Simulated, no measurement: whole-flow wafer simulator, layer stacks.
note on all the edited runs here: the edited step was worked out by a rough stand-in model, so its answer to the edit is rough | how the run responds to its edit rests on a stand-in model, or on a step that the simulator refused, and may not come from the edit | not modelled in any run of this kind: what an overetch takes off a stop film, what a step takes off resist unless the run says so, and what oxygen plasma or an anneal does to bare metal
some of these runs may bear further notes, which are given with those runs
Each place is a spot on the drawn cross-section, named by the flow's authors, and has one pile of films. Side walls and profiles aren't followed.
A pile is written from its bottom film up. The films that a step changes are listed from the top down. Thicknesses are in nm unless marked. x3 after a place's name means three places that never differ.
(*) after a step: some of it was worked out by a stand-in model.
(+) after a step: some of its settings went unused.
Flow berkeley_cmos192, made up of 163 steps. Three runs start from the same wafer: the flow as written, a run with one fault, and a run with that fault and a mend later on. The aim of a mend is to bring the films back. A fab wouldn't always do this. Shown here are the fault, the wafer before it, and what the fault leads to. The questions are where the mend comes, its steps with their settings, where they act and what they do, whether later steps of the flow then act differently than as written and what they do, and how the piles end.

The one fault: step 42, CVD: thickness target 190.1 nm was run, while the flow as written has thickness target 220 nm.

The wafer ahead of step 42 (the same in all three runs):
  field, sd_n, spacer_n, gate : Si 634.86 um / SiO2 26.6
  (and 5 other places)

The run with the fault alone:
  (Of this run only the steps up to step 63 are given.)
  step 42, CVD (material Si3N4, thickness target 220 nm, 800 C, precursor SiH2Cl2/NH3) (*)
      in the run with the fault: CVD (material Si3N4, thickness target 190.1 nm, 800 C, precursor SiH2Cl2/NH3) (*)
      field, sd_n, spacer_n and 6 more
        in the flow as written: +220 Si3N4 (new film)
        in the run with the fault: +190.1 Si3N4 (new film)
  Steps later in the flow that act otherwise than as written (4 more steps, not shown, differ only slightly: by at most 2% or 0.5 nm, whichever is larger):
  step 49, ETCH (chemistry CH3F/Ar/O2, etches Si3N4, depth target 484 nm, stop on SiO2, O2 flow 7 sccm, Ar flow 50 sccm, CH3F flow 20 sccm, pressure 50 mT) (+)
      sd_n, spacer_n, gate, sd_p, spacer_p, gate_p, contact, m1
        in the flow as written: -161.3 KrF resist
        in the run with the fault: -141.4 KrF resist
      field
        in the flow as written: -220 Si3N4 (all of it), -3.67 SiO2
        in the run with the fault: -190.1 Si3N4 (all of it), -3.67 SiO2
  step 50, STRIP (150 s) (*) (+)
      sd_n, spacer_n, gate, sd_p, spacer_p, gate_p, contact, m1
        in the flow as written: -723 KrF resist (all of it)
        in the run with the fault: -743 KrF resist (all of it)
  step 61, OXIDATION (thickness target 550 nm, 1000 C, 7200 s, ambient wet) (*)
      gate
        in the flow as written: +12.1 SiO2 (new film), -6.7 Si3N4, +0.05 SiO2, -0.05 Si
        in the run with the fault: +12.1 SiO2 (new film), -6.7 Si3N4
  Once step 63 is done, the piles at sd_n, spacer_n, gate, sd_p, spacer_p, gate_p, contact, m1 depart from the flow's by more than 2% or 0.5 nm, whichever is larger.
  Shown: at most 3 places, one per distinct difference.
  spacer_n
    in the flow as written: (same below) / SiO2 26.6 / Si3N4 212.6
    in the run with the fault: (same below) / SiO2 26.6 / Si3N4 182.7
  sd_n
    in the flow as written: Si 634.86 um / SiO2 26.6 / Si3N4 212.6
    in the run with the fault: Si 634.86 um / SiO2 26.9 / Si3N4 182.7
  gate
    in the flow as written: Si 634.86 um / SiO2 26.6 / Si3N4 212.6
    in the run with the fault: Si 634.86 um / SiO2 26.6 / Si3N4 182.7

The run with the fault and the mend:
  The mend follows step 48.
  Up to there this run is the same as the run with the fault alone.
  step 48a, STRIP (150 s) (*) (+)
      sd_n, spacer_n, gate, sd_p, spacer_p, gate_p, contact, m1
        -884.4 KrF resist (all of it)
  step 48b, CLEAN (chemistry SPM) (the flow's step 34, run once more)
      does not change any film at any place that is followed
  step 48c, CVD (material Si3N4, thickness target 29.92 nm, 800 C, precursor SiH2Cl2/NH3) (*) (the flow's step 42, run once more with other settings)
      field, sd_n, spacer_n and 6 more
        +29.9 Si3N4
  step 48d, HMDS (the flow's step 43, run once more)
      does not change any film at any place that is followed
  step 48e, COAT (KrF resist, thickness 900 nm) (the flow's step 44, run once more)
      field, sd_n, spacer_n and 6 more
        +900 KrF resist (new film)
  step 48f, SOFTBAKE (KrF resist) (the flow's step 45, run once more)
      does not change any film at any place that is followed
  step 48g, EXPOSE (photomask ACTIVE, dose 18 mJ/cm2, NA 0.5, wavelength 248 nm) (*) (the flow's step 46, run once more)
      does not change any film at any place that is followed
  step 48h, PEB (KrF resist, 130 C, 60 s) (the flow's step 47, run once more)
      field, sd_n, spacer_n and 6 more
        -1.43 KrF resist
  step 48i, DEVELOP (KrF resist, thickness 900 nm, developer developer-D-0.26N, 45 s) (the flow's step 48, run once more)
      sd_n, spacer_n, gate, sd_p, spacer_p, gate_p, contact, m1
        -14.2 KrF resist
      field
        -898.6 KrF resist (all of it)
  None of the later steps of the flow differs from how it acts as written, at any place that is followed, by more than 2% or 0.5 nm, whichever is larger.
  At every place that both follow, the piles at the end match the flow's.
